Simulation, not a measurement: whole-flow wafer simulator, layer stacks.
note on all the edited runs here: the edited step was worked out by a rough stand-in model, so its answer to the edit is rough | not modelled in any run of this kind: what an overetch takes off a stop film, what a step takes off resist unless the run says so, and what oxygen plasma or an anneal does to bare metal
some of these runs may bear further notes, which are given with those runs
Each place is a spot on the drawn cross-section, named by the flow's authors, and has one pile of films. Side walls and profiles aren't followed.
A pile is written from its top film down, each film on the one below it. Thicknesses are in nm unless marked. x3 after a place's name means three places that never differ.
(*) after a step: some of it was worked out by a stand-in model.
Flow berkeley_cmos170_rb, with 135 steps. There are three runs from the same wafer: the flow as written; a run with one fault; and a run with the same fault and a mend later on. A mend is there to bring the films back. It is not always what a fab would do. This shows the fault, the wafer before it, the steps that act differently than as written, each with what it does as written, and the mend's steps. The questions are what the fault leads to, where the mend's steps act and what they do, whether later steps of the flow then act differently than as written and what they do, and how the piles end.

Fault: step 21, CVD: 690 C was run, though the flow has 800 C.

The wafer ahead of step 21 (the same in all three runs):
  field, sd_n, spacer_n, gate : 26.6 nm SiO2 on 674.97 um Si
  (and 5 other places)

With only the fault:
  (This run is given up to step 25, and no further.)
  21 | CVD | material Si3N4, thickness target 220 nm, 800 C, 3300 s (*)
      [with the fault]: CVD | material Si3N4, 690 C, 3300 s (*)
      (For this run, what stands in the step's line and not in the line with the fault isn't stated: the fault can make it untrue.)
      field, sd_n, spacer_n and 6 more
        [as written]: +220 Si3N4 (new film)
        [with the fault]: +28.8 Si3N4 (new film)
  Later steps of the flow up to step 25 that are run all act as written at every place that is followed.
  Once step 25 is done, the piles at field, sd_n, spacer_n and 6 more depart from the flow's by more than 2% or 0.5 nm, whichever is larger.
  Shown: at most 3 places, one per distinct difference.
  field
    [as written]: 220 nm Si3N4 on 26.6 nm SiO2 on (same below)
    [with the fault]: 28.8 nm Si3N4 on 26.6 nm SiO2 on (same below)
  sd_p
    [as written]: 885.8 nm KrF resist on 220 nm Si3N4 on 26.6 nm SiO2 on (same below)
    [with the fault]: 885.8 nm KrF resist on 28.8 nm Si3N4 on 26.6 nm SiO2 on (same below)

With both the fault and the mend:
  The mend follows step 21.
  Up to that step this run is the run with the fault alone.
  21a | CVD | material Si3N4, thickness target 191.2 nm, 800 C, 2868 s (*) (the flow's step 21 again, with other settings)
      field, sd_n, spacer_n and 6 more
        +191.2 Si3N4
  Later steps of the flow that are run all act as written at every place that is followed.
  By the end, the piles equal the flow's at every place that both follow.
